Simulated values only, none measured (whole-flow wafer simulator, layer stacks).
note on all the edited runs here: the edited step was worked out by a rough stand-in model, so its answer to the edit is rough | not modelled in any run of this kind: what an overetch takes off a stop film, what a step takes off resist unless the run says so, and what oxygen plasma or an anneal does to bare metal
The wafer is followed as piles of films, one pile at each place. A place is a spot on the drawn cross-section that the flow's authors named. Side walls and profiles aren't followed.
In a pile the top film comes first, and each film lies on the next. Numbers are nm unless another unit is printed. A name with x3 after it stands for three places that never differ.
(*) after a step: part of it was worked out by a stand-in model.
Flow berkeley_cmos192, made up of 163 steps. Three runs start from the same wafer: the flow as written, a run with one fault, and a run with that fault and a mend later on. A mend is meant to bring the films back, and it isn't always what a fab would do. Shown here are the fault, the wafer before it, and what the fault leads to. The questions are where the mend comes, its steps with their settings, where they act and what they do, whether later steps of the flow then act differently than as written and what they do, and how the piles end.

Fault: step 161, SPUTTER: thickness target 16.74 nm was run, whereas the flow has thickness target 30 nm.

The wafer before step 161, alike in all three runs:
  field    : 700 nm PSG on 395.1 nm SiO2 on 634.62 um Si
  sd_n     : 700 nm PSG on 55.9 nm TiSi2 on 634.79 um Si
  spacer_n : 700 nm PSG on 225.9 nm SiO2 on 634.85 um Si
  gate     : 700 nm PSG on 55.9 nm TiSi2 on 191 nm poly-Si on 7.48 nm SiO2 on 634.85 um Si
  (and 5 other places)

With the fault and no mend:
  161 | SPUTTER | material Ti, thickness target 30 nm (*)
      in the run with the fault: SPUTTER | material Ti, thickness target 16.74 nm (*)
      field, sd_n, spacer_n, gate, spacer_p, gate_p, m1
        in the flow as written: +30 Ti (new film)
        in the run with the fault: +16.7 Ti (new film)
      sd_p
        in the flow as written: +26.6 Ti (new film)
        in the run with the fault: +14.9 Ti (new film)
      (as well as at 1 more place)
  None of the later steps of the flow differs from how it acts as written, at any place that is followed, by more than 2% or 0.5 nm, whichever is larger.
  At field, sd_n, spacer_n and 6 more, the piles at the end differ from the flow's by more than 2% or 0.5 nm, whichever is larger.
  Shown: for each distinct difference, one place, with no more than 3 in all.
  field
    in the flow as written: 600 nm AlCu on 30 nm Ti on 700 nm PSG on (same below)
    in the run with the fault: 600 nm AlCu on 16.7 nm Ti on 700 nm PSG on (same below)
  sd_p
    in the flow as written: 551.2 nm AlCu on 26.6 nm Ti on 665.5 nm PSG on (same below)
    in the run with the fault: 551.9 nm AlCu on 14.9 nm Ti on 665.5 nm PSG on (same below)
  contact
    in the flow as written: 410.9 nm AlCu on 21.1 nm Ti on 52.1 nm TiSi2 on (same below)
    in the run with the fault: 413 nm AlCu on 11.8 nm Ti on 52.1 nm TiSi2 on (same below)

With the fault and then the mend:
  The mend follows step 161.
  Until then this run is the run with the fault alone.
  161a | ETCH | chemistry piranha, etches Ti, 120 C, 29 s (the flow's step 148 again, with other settings)
      field, sd_n, spacer_n, gate, spacer_p, gate_p, m1
        -16.7 Ti (all of it)
      sd_p
        -14.9 Ti (all of it)
      contact
        -11.8 Ti (all of it), -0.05 TiSi2
  161b | SPUTTER | material Ti, thickness target 30 nm (*) (the flow's step 161 again)
      field, sd_n, spacer_n, gate, spacer_p, gate_p, m1
        +30 Ti (new film)
      sd_p
        +26.6 Ti (new film)
      contact
        +21.1 Ti (new film)
  None of the later steps of the flow acts differently than as written at any place that is followed.
  The piles end only slightly different from the flow's at the places that both follow, by no more than 2% or 0.5 nm, whichever is larger.
